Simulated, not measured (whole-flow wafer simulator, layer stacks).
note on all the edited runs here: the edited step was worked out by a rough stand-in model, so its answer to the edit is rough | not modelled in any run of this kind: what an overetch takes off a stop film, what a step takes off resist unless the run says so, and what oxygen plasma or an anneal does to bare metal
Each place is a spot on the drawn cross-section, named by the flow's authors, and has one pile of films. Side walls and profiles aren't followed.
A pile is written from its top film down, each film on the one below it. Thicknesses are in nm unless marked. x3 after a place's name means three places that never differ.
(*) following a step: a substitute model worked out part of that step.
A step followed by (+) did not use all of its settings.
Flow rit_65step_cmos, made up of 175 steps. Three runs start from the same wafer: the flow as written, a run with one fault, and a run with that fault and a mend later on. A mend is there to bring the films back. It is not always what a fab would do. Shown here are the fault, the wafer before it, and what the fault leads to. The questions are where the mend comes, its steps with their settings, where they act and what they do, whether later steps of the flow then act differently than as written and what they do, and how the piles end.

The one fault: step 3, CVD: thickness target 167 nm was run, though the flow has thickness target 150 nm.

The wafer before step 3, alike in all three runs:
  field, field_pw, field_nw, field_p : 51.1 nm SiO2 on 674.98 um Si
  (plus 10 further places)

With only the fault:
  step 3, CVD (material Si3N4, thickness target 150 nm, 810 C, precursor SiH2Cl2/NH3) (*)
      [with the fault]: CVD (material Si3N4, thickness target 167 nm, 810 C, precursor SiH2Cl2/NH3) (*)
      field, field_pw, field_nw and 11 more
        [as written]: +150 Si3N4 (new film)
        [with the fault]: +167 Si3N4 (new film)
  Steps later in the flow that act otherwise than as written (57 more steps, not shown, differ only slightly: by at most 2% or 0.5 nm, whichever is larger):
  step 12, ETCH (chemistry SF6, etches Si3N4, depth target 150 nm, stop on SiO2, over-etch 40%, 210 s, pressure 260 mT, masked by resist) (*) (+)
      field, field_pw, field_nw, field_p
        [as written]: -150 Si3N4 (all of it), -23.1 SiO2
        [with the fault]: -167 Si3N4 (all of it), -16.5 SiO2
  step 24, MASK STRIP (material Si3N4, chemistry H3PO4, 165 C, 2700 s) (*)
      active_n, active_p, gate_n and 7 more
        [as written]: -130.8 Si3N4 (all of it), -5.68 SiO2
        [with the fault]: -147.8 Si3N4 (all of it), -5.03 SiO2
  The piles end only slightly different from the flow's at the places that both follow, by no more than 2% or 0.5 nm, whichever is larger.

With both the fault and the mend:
  The mend stands after step 4.
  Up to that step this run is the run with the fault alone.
  step 4a, ETCH (chemistry h3po4, depth target 192 nm)
      field, field_pw, field_nw and 11 more
        -167 Si3N4 (all of it)
  step 4b, CLEAN (chemistry SC2, 75 C, 600 s)
      alters no film at any place that is followed
  step 4c, CVD (material Si3N4, thickness target 150 nm, 810 C, precursor SiH2Cl2/NH3) (*) (the flow's step 3 again)
      field, field_pw, field_nw and 11 more
        +150 Si3N4 (new film)
  None of the later steps of the flow acts differently than as written at any place that is followed.
  The piles end the same as the flow's at every place that both follow.
